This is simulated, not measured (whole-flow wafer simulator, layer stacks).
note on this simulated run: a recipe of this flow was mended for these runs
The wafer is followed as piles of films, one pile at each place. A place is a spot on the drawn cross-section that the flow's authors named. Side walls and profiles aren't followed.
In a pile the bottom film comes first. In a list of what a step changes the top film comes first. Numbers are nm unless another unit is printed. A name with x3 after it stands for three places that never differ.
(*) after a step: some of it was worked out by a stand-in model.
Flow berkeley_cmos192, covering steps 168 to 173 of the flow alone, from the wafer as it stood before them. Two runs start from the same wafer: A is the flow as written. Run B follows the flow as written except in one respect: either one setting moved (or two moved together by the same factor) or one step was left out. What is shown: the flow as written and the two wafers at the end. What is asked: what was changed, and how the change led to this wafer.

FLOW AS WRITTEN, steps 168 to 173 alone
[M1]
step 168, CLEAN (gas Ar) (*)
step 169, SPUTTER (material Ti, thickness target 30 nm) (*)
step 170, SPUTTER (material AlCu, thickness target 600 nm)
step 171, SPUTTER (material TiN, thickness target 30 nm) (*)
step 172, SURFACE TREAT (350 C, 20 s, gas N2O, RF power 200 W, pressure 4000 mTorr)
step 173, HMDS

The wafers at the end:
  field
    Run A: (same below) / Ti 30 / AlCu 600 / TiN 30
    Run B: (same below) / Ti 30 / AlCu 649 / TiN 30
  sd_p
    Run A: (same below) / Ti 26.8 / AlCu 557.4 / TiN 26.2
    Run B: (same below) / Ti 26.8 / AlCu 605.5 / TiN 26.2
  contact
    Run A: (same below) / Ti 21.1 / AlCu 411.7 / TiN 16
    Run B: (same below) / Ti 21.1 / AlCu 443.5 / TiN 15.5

The reason: step 170, SPUTTER: thickness target 649 nm was run, whereas the flow has thickness target 600 nm.
One can read it off the wafer: field has AlCu 649, and step 170 as written asks for 600 nm.

How this came from the change, step by step:
  step 170, SPUTTER (material AlCu, thickness target 600 nm)
      field, sd_n, spacer_n, gate, spacer_p, gate_p, m1: A +600 AlCu (new film) | B +649 AlCu (new film)
      sd_p: A +557.4 AlCu (new film) | B +605.5 AlCu (new film)
      (and at 1 other place as well)
